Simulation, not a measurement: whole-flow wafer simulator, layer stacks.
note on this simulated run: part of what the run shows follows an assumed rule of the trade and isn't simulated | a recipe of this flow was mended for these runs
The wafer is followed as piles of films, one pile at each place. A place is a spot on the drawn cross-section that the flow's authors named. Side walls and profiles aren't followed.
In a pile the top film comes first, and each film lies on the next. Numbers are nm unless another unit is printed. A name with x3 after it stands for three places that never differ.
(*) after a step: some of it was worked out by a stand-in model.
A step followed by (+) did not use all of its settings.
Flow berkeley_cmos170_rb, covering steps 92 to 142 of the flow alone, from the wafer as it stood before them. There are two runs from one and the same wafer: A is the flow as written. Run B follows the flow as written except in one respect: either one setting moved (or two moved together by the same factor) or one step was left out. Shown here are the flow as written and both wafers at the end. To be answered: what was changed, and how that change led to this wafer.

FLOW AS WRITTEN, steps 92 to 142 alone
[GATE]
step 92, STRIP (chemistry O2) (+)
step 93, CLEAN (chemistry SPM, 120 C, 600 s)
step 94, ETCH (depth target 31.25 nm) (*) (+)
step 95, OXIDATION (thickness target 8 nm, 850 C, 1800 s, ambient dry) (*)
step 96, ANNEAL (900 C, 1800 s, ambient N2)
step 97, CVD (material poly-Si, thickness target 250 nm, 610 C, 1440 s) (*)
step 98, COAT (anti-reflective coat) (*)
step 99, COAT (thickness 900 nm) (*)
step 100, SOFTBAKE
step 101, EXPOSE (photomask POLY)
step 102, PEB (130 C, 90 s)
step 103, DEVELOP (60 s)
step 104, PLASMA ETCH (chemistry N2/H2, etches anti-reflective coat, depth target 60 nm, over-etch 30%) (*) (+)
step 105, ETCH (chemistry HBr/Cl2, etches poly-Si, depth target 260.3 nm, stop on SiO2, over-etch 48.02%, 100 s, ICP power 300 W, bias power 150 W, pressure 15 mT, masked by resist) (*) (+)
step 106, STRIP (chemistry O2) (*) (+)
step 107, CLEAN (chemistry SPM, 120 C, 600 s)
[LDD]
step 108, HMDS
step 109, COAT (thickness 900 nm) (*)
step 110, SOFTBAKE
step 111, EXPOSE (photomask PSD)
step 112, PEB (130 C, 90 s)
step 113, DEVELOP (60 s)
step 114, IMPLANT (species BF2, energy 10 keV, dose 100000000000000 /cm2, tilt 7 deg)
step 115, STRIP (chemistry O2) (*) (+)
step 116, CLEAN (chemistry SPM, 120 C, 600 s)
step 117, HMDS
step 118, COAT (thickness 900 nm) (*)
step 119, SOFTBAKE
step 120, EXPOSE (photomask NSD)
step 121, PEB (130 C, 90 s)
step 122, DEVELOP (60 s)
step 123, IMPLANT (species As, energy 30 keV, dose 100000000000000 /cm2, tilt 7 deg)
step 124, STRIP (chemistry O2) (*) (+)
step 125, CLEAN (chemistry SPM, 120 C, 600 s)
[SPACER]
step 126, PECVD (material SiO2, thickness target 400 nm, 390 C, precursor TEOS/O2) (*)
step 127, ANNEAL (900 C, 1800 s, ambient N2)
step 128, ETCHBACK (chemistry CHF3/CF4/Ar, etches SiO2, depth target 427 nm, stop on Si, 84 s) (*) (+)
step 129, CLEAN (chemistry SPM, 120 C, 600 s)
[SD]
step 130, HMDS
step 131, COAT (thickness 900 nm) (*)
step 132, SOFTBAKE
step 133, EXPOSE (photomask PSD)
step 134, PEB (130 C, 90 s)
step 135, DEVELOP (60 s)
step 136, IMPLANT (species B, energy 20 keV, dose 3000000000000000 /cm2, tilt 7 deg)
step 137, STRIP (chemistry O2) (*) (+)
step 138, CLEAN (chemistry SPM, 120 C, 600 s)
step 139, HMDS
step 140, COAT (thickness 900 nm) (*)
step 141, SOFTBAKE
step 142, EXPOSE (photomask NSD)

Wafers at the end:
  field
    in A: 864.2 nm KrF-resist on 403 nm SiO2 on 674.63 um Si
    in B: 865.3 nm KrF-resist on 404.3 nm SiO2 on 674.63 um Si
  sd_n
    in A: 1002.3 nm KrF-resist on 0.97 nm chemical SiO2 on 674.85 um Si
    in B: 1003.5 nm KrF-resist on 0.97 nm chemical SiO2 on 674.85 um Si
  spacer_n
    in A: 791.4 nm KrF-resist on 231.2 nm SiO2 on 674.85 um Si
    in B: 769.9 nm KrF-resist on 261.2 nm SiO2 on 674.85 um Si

The reason: step 97, CVD: thickness target 280 nm was run, while the flow as written has thickness target 250 nm; step 97, CVD: 1613 s was run, where the flow has 1440 s.

How this came from the change, step by step:
  step 97, CVD (material poly-Si, thickness target 250 nm, 610 C, 1440 s) (*)
      field, sd_n, spacer_n and 6 more: A +250 poly-Si (new film) | B +280 poly-Si (new film)
  step 105, ETCH (chemistry HBr/Cl2, etches poly-Si, depth target 260.3 nm, stop on SiO2, over-etch 48.02%, 100 s, ICP power 300 W, bias power 150 W, pressure 15 mT, masked by resist) (*) (+)
      spacer_n, spacer_p: A -248.5 poly-Si (all of it), -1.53 SiO2 | B -278.5 poly-Si (all of it), -0.53 SiO2
      field: A -245 poly-Si (all of it), -1.8 SiO2 | B -275 poly-Si (all of it), -0.55 SiO2
      (as well as at 4 more places)
  step 109, COAT (thickness 900 nm) (*)
      gate: A +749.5 KrF-resist (new film) | B +723.8 KrF-resist (new film)
      gate_p: A +745.7 KrF-resist (new film) | B +720 KrF-resist (new film)
  step 113, DEVELOP (60 s)
      gate_p: A -744.1 KrF-resist (all of it) | B -718.5 KrF-resist (all of it)
  step 115, STRIP (chemistry O2) (*) (+)
      gate: A -733 KrF-resist (all of it), +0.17 chemical SiO2 | B -707.4 KrF-resist (all of it), +0.17 chemical SiO2
  step 118, COAT (thickness 900 nm) (*)
      gate: A +748.7 KrF-resist (new film) | B +723.8 KrF-resist (new film)
      gate_p: A +744.7 KrF-resist (new film) | B +719.9 KrF-resist (new film)
  step 122, DEVELOP (60 s)
      gate: A -747.1 KrF-resist (all of it) | B -722.2 KrF-resist (all of it)
  step 124, STRIP (chemistry O2) (*) (+)
      gate_p: A -728.2 KrF-resist (all of it), +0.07 chemical SiO2 | B -703.4 KrF-resist (all of it), +0.07 chemical SiO2
  step 128, ETCHBACK (chemistry CHF3/CF4/Ar, etches SiO2, depth target 427 nm, stop on Si, 84 s) (*) (+)
      spacer_n, spacer_p: A -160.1 SiO2 | B -131.1 SiO2
  step 131, COAT (thickness 900 nm) (*)
      spacer_n: A +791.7 KrF-resist (new film) | B +769.8 KrF-resist (new film)
      gate: A +770.7 KrF-resist (new film) | B +749.3 KrF-resist (new film)
      (as well as at 2 more places)
  step 135, DEVELOP (60 s)
      spacer_p: A -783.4 KrF-resist (all of it) | B -761.6 KrF-resist (all of it)
      gate_p: A -762.3 KrF-resist (all of it) | B -741 KrF-resist (all of it)
  step 137, STRIP (chemistry O2) (*) (+)
      spacer_n: A -775.1 KrF-resist (all of it) | B -753.2 KrF-resist (all of it)
      gate: A -754.1 KrF-resist (all of it), +0.17 chemical SiO2, -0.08 poly-Si | B -732.8 KrF-resist (all of it), +0.17 chemical SiO2, -0.07 poly-Si
  step 140, COAT (thickness 900 nm) (*)
      spacer_n: A +791.4 KrF-resist (new film) | B +769.9 KrF-resist (new film)
      gate: A +770.4 KrF-resist (new film) | B +749.3 KrF-resist (new film)
      (as well as at 2 more places)
